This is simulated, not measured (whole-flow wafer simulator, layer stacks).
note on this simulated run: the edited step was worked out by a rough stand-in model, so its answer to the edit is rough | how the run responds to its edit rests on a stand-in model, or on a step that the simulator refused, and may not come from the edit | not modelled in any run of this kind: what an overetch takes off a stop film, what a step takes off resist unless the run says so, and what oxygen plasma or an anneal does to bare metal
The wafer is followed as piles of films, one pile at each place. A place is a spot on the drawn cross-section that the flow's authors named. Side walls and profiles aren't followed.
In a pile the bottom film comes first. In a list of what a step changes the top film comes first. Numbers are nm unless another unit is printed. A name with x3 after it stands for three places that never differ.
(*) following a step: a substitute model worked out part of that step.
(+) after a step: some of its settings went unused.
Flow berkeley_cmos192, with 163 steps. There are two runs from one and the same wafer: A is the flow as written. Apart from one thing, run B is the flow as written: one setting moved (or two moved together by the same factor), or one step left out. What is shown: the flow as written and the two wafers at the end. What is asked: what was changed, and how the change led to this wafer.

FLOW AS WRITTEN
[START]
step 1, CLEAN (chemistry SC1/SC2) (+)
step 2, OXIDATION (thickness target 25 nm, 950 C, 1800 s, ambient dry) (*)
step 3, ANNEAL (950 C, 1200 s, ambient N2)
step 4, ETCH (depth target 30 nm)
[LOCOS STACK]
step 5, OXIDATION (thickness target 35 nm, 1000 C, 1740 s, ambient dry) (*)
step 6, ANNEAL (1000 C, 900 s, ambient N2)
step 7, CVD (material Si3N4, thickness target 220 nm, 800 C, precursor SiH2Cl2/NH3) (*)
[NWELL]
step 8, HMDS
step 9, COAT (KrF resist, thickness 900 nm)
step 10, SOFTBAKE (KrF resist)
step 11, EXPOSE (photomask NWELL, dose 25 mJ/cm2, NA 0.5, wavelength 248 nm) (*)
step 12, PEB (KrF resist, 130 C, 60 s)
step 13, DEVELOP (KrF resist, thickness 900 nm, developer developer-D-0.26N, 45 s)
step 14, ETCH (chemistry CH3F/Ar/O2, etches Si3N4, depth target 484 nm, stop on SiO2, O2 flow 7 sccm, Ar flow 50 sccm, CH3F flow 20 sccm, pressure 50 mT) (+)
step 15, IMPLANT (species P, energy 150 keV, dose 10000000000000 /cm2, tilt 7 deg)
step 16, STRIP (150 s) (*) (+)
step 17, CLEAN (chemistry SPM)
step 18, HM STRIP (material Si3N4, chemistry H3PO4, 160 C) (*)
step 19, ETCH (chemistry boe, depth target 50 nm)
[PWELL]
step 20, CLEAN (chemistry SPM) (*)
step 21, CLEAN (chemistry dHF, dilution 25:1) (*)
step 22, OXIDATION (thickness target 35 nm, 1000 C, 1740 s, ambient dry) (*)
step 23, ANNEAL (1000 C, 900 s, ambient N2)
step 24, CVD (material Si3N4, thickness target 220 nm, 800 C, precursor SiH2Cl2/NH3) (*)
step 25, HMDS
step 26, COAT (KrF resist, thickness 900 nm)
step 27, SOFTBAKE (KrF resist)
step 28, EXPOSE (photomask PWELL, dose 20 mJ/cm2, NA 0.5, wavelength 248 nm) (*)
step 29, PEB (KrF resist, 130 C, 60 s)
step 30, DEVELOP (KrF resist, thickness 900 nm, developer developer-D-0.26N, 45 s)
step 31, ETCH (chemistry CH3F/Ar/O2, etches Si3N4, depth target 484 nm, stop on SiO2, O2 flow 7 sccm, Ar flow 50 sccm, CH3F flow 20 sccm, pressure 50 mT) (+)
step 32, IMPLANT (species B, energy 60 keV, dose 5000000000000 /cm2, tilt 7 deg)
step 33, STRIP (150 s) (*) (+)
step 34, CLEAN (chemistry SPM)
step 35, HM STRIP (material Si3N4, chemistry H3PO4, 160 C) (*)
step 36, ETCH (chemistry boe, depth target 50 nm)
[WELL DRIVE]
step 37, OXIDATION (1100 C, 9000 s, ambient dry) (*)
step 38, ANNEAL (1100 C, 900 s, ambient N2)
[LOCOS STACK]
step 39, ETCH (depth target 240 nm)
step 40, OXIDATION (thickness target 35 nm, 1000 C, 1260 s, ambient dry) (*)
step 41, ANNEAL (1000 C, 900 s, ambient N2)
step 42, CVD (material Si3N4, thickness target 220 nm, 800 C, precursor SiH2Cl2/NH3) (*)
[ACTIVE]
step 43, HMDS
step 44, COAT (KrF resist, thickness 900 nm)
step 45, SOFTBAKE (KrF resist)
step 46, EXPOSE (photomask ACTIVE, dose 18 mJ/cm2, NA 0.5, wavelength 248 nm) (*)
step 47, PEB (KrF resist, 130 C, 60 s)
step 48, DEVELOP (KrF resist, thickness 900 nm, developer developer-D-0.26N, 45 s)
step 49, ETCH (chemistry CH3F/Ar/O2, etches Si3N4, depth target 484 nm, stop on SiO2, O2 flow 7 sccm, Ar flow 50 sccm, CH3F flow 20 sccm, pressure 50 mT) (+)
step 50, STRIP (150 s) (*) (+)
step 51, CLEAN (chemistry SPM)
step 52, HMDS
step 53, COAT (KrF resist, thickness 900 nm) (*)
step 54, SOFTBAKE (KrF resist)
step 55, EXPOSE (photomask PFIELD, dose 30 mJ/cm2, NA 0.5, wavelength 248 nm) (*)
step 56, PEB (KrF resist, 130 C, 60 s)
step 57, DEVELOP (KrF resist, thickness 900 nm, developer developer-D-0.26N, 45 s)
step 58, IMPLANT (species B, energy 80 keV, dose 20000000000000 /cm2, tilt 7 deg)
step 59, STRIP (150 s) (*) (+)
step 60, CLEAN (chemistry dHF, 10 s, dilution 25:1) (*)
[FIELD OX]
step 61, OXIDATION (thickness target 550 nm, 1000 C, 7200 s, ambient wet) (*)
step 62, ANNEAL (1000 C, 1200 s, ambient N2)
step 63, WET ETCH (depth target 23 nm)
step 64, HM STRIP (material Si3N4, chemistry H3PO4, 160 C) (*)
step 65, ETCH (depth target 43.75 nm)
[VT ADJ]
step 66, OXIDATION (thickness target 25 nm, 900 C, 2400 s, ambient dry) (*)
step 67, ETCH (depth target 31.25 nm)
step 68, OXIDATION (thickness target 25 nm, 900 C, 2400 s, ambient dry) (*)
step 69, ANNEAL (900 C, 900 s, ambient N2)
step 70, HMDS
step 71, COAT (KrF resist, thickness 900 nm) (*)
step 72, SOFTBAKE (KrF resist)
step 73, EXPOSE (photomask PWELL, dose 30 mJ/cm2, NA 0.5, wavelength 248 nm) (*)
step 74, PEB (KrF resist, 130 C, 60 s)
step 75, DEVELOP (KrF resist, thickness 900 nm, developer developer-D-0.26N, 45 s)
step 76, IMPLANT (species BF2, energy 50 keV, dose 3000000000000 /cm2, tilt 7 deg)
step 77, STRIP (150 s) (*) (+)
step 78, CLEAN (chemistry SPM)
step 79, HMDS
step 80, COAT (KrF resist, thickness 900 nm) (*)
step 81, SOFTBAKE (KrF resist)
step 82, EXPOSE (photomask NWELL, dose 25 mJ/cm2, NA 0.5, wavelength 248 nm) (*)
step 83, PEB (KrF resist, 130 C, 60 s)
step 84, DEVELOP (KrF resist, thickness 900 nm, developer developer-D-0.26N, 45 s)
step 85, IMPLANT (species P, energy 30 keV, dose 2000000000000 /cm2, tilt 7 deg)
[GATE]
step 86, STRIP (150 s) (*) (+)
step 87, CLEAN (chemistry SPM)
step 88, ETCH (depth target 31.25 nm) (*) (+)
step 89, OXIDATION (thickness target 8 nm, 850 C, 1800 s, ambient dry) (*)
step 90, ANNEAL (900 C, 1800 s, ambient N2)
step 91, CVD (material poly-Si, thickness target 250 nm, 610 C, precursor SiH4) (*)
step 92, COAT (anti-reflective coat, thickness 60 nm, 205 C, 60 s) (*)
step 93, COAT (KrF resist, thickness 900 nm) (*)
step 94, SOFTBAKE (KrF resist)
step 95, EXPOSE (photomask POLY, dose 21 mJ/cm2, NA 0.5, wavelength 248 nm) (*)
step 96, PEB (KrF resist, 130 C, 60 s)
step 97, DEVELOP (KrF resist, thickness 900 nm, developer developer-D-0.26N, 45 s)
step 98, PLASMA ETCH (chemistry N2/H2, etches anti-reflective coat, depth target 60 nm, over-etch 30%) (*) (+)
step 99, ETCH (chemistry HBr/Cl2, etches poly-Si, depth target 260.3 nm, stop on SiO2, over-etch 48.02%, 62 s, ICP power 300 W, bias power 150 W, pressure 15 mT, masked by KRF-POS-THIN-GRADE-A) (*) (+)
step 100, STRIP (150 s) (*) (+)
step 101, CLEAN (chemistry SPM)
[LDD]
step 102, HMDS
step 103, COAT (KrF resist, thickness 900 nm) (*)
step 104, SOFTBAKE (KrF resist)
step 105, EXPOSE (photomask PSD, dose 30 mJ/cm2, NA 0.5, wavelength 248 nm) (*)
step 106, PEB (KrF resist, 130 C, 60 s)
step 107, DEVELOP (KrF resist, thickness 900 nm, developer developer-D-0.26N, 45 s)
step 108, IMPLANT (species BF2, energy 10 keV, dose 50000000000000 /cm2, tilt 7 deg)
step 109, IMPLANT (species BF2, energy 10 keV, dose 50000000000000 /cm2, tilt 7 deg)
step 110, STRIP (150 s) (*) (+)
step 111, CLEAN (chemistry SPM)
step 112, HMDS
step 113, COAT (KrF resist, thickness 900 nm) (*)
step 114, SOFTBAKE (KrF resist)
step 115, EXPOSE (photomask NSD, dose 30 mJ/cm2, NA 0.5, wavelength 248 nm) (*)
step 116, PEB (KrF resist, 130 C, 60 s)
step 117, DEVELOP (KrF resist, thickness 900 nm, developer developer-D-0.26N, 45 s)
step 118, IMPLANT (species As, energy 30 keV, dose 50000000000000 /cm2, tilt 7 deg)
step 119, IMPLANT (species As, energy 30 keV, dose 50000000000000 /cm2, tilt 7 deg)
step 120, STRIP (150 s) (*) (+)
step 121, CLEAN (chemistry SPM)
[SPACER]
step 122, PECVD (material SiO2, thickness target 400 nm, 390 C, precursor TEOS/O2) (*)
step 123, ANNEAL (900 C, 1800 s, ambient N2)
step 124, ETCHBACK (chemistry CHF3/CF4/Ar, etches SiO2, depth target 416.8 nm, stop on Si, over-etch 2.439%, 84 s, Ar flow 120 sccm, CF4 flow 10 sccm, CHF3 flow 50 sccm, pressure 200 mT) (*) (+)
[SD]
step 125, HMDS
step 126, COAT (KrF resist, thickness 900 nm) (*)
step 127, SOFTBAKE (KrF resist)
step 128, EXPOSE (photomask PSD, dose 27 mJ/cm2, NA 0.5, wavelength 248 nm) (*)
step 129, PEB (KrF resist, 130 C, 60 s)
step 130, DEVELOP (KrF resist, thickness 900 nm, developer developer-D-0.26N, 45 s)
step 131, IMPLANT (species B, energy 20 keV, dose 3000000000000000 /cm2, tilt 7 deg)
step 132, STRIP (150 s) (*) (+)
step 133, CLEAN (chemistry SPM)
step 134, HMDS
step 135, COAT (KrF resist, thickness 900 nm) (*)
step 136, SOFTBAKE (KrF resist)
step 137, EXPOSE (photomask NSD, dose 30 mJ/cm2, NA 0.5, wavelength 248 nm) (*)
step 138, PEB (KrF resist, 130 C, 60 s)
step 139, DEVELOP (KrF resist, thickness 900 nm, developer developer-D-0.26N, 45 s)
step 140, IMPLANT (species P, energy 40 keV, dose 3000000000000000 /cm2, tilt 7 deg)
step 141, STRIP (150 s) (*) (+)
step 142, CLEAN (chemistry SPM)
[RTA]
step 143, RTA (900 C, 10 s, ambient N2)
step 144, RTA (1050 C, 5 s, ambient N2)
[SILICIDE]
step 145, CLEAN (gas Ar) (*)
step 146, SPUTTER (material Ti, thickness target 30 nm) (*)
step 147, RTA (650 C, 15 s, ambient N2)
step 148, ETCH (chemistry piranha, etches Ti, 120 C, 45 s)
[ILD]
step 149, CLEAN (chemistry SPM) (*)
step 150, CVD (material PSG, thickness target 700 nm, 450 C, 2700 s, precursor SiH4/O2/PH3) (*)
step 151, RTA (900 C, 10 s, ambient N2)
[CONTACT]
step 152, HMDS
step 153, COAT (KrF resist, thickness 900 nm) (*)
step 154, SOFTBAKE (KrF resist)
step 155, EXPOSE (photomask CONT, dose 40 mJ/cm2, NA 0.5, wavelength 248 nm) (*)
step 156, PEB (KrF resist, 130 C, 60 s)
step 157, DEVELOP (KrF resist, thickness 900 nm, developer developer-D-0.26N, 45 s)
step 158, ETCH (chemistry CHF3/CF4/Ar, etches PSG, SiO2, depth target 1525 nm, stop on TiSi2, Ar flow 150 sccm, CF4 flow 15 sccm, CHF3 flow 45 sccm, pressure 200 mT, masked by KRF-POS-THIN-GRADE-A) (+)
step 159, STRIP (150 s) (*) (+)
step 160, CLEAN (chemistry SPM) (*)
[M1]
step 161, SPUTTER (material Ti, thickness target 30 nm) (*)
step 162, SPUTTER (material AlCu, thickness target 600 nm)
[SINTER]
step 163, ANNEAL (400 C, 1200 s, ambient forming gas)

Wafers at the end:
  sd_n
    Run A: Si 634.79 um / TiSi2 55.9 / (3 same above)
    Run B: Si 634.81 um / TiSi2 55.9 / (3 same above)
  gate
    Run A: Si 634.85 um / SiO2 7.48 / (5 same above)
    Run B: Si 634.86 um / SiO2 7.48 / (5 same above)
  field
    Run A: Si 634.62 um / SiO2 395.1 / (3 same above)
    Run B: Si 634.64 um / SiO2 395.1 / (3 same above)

What caused this: step 22, OXIDATION: 800 C was run, though the flow has 1000 C.

The path from the change to this, step by step:
  step 22, OXIDATION (thickness target 35 nm, 1000 C, 1740 s, ambient dry) (*)
      field, sd_n, spacer_n and 6 more: A SiO2 gains 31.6 (new film), Si loses 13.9 | B SiO2 gains 4.47 (new film), Si loses 1.97
  step 35, HM STRIP (material Si3N4, chemistry H3PO4, 160 C) (*)
      field, sd_n, spacer_n, gate, contact: A SiO2 loses 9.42 | B chemical SiO2 gains 0.5 (new film), SiO2 loses 0.81 (all of it), Si loses 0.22
  step 36, ETCH (chemistry boe, depth target 50 nm)
      field, sd_n, spacer_n, gate, contact: A SiO2 loses 18.5 (all of it) | B chemical SiO2 loses 0.5 (all of it)
      sd_p, spacer_p, gate_p, m1: A SiO2 loses 29.6 (all of it) | B SiO2 loses 2.41 (all of it)
